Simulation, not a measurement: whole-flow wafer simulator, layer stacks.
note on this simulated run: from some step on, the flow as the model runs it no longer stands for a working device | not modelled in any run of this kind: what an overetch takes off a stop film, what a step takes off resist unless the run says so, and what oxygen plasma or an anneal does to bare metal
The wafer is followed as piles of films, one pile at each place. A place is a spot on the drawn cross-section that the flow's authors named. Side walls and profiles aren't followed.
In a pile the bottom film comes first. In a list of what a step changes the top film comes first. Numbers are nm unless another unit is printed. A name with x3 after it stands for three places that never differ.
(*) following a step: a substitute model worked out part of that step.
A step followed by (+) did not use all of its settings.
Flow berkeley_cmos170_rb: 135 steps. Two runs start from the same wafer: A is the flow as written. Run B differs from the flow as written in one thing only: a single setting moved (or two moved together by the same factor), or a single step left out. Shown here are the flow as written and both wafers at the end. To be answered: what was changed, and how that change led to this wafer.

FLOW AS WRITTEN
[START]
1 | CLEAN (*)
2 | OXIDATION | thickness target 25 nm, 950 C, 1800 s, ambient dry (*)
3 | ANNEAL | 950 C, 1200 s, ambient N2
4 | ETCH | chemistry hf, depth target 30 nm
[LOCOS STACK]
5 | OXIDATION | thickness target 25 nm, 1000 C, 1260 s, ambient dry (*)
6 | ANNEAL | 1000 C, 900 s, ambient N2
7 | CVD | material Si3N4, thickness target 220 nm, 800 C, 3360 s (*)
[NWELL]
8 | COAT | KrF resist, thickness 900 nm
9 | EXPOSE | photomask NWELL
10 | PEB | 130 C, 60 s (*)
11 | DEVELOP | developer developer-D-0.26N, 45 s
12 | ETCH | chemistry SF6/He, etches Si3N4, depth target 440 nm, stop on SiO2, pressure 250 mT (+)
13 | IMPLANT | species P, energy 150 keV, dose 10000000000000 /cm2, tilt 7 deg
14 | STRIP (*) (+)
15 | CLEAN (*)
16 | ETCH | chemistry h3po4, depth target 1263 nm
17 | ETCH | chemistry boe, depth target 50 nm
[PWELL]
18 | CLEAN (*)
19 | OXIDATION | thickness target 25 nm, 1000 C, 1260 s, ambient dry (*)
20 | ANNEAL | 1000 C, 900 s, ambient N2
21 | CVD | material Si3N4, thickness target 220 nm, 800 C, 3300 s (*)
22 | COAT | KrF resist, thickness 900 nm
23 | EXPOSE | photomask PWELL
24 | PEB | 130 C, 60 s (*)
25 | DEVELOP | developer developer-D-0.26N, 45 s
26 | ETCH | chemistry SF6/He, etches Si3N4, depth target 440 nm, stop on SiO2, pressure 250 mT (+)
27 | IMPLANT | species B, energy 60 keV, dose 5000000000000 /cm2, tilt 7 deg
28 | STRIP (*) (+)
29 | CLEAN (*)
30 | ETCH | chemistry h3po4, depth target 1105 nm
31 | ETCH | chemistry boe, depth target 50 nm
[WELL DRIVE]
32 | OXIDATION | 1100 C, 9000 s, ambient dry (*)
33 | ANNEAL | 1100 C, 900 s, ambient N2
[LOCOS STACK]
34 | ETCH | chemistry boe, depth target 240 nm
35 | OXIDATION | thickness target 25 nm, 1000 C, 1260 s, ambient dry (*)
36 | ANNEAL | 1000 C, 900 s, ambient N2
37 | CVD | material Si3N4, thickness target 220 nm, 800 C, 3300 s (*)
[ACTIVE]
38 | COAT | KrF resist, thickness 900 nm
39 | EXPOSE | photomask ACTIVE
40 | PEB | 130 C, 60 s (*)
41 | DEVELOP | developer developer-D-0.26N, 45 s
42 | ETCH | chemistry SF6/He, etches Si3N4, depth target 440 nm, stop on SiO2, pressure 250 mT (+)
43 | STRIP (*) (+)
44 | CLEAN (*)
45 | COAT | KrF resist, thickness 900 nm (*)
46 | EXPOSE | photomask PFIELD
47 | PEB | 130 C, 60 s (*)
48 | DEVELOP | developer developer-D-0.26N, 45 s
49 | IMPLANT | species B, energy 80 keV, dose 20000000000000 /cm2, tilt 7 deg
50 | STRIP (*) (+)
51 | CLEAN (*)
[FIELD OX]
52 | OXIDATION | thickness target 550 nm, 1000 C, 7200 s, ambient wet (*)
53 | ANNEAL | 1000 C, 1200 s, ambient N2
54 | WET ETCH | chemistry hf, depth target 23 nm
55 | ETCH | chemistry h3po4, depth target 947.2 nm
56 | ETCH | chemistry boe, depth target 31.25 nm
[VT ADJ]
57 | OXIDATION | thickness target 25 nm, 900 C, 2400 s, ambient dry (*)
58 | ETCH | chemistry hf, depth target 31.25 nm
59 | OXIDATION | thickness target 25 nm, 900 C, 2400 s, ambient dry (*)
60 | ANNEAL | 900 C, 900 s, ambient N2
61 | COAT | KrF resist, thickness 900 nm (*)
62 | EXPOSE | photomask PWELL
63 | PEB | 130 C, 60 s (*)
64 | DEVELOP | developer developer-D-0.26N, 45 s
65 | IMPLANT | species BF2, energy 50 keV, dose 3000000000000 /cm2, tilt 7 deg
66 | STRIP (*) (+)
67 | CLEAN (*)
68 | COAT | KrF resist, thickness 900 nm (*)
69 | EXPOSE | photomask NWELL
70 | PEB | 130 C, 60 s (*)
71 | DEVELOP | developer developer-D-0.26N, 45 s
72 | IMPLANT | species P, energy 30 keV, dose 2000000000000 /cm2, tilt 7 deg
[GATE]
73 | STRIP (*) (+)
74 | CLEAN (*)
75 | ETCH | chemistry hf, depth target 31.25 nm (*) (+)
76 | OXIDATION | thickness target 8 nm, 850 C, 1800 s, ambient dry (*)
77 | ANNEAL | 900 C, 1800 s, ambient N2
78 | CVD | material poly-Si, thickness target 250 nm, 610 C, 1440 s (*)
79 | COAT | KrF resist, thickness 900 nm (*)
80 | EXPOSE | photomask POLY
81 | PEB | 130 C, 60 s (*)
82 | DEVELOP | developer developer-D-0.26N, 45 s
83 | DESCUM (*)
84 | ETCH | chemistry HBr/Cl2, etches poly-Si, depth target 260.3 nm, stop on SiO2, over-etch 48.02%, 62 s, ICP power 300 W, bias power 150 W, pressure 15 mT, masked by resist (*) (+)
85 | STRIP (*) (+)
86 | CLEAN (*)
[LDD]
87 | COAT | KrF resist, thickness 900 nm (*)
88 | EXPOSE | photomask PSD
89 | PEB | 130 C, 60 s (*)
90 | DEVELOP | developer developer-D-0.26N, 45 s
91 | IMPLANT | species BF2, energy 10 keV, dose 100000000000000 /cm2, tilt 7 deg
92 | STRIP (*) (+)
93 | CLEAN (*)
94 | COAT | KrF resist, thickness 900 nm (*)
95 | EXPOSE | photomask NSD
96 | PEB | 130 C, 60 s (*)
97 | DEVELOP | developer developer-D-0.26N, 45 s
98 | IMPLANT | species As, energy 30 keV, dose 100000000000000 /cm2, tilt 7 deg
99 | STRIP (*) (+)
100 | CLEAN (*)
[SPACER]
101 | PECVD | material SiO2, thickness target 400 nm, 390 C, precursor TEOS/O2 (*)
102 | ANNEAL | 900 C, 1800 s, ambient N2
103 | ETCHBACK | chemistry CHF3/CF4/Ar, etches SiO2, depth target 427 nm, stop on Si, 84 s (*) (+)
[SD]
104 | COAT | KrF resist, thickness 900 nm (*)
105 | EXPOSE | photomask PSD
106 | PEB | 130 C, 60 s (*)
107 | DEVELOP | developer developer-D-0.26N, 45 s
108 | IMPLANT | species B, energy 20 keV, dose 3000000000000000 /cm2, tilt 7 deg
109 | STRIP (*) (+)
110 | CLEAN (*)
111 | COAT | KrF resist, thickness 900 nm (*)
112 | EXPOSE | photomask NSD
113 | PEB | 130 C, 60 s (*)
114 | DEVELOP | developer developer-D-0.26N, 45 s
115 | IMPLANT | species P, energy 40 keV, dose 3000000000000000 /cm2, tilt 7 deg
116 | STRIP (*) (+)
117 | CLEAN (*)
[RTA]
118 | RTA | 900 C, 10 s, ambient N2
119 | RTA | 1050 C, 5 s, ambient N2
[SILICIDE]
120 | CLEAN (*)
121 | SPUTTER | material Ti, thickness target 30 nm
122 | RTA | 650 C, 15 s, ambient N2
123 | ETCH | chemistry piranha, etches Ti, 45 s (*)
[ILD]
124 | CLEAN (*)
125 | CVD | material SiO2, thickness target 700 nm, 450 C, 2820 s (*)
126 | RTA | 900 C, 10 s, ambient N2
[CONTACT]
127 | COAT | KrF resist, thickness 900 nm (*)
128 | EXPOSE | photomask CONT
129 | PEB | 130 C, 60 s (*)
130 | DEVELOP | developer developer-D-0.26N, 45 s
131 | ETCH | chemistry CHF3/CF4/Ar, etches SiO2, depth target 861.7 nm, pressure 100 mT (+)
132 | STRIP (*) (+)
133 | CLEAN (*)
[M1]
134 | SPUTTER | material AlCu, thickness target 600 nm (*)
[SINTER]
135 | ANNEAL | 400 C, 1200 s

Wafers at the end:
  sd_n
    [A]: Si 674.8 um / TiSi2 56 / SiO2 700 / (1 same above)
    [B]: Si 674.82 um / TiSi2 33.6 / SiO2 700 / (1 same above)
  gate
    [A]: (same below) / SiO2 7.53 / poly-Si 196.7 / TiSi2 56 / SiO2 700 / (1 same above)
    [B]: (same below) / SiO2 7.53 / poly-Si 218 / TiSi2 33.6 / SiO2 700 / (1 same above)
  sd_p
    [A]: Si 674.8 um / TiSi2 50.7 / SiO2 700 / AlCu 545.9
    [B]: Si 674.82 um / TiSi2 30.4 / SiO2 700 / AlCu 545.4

What caused this: step 121, SPUTTER: thickness target 18 nm was run, whereas the flow has thickness target 30 nm.

How this came from the change, step by step:
  121 | SPUTTER | material Ti, thickness target 30 nm
      field, sd_n, spacer_n, gate, spacer_p, gate_p, contact, m1: A +30 Ti (new film) | B +18 Ti (new film)
      sd_p: A +27.1 Ti (new film) | B +16.3 Ti (new film)
  122 | RTA | 650 C, 15 s, ambient N2
      sd_n, contact, m1: A -23.4 Ti, +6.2 TiSi first (new film), +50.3 TiSi2 C49 (new film), -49 Si | B -14 Ti, +35.7 TiSi2 C49 (new film), -31.9 Si
      gate, gate_p: A -23.4 Ti, +6.2 TiSi first (new film), +50.3 TiSi2 C49 (new film), -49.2 poly-Si | B -14 Ti, +35.7 TiSi2 C49 (new film), -32 poly-Si
      (and at 1 other place as well)
  123 | ETCH | chemistry piranha, etches Ti, 45 s (*)
      sd_n, gate, gate_p, contact, m1: A -6.6 Ti (all of it) | B -3.96 Ti (all of it)
      field, spacer_n, spacer_p: A -30 Ti (all of it) | B -18 Ti (all of it)
      (and at 1 other place as well)
  126 | RTA | 900 C, 10 s, ambient N2
      sd_n, contact, m1: A under 1 film: +56 TiSi2 (new film), -6.2 TiSi first (all of it), -50.3 TiSi2 C49 (all of it), -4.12 Si | B under 1 film: +33.6 TiSi2 (new film), -35.7 TiSi2 C49 (all of it)
      gate, gate_p: A under 1 film: +56 TiSi2 (new film), -6.2 TiSi first (all of it), -50.3 TiSi2 C49 (all of it), -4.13 poly-Si | B under 1 film: +33.6 TiSi2 (new film), -35.7 TiSi2 C49 (all of it)
      (and at 1 other place as well)
